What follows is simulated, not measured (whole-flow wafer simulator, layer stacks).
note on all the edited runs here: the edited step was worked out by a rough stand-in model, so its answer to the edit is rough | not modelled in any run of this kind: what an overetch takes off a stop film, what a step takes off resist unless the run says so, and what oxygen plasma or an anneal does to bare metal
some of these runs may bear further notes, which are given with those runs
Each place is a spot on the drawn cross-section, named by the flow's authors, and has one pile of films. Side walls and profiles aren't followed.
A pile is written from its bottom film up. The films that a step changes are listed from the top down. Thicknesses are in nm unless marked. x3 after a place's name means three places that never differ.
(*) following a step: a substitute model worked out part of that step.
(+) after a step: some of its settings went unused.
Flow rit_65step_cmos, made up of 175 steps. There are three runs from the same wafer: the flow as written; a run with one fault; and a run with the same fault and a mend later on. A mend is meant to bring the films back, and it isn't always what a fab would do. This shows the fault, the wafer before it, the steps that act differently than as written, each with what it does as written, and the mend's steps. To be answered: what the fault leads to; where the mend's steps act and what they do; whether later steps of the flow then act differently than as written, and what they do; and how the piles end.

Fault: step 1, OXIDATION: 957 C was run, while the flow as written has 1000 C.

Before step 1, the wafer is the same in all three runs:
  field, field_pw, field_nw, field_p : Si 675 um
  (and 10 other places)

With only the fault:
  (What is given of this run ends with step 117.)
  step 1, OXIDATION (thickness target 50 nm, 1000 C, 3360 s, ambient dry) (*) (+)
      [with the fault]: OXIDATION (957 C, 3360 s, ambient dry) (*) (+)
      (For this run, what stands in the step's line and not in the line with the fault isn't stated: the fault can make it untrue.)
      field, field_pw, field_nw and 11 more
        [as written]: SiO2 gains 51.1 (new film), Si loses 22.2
        [with the fault]: SiO2 gains 36.2 (new film), Si loses 15.6
  Steps further on in the flow that do not act as written (37 more steps, not shown, differ only slightly: by at most 2% or 0.5 nm, whichever is larger):
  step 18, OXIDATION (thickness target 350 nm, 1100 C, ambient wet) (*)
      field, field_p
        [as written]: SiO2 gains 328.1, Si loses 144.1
        [with the fault]: SiO2 gains 339.5, Si loses 149
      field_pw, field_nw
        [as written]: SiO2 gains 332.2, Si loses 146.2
        [with the fault]: SiO2 gains 343.5, Si loses 151.1
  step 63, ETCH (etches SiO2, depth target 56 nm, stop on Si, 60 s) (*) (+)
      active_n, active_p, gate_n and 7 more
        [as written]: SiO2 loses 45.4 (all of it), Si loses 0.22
        [with the fault]: SiO2 loses 30.5 (all of it), Si loses 0.52
  After step 117 the piles are close to the flow's at the places that both follow, differing by at most 2% or 0.5 nm, whichever is larger.

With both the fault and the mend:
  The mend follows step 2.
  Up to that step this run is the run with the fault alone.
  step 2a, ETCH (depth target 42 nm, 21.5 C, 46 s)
      field, field_pw, field_nw and 11 more
        SiO2 loses 36.2 (all of it)
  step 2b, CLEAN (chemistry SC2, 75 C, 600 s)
      field, field_pw, field_nw and 11 more
        chemical SiO2 gains 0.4 (new film), Si loses 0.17
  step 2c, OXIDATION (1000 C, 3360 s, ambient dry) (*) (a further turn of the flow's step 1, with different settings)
      field, field_pw, field_nw and 11 more
        SiO2 gains 51 (new film), chemical SiO2 loses 0.4 (all of it), Si loses 22.3
  Steps further on in the flow that do not act as written (17 more steps, not shown, differ only slightly: by at most 2% or 0.5 nm, whichever is larger):
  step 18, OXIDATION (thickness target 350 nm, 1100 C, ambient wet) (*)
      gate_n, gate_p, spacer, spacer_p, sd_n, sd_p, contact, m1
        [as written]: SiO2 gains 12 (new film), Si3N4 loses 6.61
        [with the mend]: SiO2 gains 12 (new film), Si3N4 loses 6.61, SiO2 gains 0.03
  At the end the piles are close to the flow's at the places that both follow, differing by at most 2% or 0.5 nm, whichever is larger.
